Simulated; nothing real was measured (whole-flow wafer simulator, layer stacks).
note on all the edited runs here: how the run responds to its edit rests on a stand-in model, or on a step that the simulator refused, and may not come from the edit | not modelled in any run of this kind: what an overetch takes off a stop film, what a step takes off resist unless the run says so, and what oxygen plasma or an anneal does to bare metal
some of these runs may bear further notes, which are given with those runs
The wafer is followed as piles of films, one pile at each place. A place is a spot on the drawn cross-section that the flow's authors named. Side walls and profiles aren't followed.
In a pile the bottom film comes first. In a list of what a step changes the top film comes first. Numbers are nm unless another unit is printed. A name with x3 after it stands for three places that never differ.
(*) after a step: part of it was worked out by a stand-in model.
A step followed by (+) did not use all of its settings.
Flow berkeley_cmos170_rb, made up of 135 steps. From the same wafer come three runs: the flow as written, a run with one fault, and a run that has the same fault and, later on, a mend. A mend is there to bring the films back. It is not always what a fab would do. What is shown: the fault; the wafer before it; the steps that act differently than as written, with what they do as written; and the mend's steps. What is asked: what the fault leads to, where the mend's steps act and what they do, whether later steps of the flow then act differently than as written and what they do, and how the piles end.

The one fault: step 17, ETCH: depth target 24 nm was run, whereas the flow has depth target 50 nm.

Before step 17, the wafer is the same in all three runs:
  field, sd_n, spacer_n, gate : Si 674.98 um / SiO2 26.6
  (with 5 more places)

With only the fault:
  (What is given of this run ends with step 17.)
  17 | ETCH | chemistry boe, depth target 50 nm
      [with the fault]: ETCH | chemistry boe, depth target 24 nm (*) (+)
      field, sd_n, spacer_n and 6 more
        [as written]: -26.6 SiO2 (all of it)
        [with the fault]: -24 SiO2
  Once step 17 is done, the piles at field, sd_n, spacer_n and 6 more depart from the flow's by more than 2% or 0.5 nm, whichever is larger.
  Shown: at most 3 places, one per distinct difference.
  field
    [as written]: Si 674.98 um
    [with the fault]: Si 674.98 um / SiO2 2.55

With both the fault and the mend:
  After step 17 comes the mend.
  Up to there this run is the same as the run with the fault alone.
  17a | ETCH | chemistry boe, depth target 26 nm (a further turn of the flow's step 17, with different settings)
      field, sd_n, spacer_n and 6 more
        -2.55 SiO2 (all of it)
  None of the later steps of the flow acts differently than as written at any place that is followed.
  The piles end the same as the flow's at every place that both follow.
